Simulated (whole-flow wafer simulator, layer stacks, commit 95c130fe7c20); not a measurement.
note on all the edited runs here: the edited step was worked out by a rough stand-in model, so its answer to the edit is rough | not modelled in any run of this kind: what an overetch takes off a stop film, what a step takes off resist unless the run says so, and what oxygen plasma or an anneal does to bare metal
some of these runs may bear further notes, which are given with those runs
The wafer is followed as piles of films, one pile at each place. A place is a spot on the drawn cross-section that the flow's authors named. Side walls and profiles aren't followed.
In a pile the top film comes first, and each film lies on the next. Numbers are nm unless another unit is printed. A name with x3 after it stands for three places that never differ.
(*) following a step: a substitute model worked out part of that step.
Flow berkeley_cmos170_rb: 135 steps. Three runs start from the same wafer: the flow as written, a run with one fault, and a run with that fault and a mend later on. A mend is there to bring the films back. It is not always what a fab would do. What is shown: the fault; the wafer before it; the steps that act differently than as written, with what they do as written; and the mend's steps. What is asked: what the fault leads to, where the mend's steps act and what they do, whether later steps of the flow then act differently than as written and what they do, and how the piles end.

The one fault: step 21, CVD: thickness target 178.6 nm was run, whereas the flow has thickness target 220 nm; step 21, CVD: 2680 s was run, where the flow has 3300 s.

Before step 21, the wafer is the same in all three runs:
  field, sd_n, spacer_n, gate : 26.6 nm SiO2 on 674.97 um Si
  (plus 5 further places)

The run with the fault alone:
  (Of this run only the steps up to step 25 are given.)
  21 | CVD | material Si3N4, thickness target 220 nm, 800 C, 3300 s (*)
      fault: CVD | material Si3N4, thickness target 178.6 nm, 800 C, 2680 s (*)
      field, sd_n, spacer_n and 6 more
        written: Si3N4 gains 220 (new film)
        fault: Si3N4 gains 178.6 (new film)
  Every later step of the flow up to step 25 that is run acts as written at every place that is followed.
  After step 25, at field, sd_n, spacer_n and 6 more, the piles differ from the flow's by more than 2% or 0.5 nm, whichever is larger.
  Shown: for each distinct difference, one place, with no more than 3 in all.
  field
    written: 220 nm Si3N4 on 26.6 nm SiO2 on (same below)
    fault: 178.6 nm Si3N4 on 26.6 nm SiO2 on (same below)
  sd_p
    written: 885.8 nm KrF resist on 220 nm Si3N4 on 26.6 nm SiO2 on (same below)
    fault: 885.8 nm KrF resist on 178.6 nm Si3N4 on 26.6 nm SiO2 on (same below)

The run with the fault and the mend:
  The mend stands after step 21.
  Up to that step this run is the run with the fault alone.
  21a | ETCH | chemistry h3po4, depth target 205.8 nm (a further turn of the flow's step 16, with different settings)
      field, sd_n, spacer_n and 6 more
        Si3N4 loses 178.6 (all of it)
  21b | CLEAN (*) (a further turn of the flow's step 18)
      alters no film at any place that is followed
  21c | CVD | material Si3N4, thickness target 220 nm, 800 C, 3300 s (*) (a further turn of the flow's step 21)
      field, sd_n, spacer_n and 6 more
        Si3N4 gains 220 (new film)
  Every later step of the flow that is run acts as written at every place that is followed.
  The piles end the same as the flow's at every place that both follow.
